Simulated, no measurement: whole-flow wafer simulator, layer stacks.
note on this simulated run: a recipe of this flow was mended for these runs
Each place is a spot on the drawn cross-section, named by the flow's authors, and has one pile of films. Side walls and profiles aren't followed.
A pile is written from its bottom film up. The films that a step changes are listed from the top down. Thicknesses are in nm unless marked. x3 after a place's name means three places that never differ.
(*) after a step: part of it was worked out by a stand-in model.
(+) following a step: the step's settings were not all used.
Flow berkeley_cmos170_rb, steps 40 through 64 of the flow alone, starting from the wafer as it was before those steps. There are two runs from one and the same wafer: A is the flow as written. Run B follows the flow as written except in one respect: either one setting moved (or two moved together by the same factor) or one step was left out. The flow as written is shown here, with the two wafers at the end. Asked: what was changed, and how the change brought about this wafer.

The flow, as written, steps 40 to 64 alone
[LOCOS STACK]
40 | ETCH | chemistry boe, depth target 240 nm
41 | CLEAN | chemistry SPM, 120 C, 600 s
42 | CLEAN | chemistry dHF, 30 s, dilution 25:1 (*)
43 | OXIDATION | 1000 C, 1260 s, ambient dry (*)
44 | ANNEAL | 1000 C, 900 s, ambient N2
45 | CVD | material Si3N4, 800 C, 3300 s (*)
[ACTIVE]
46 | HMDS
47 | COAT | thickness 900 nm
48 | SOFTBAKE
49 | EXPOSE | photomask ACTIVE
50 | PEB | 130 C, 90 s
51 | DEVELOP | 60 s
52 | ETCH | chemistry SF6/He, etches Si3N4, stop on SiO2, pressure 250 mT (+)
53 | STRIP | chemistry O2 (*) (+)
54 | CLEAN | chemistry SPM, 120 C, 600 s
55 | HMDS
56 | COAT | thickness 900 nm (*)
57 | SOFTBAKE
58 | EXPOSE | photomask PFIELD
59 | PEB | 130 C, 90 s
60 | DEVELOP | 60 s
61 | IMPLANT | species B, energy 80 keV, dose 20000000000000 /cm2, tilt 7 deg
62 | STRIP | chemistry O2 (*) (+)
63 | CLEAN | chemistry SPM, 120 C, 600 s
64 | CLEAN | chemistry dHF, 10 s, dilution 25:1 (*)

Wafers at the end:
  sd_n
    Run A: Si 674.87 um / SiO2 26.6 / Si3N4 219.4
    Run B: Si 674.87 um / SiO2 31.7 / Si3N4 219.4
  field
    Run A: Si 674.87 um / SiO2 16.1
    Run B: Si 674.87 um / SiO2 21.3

What caused this: step 43, OXIDATION: 1748 s was run, while the flow as written has 1260 s.

The path from the change to this, step by step:
  43 | OXIDATION | 1000 C, 1260 s, ambient dry (*)
      field, sd_n, spacer_n and 6 more: A +26.6 SiO2 (new film), -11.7 Si | B +31.7 SiO2 (new film), -14 Si
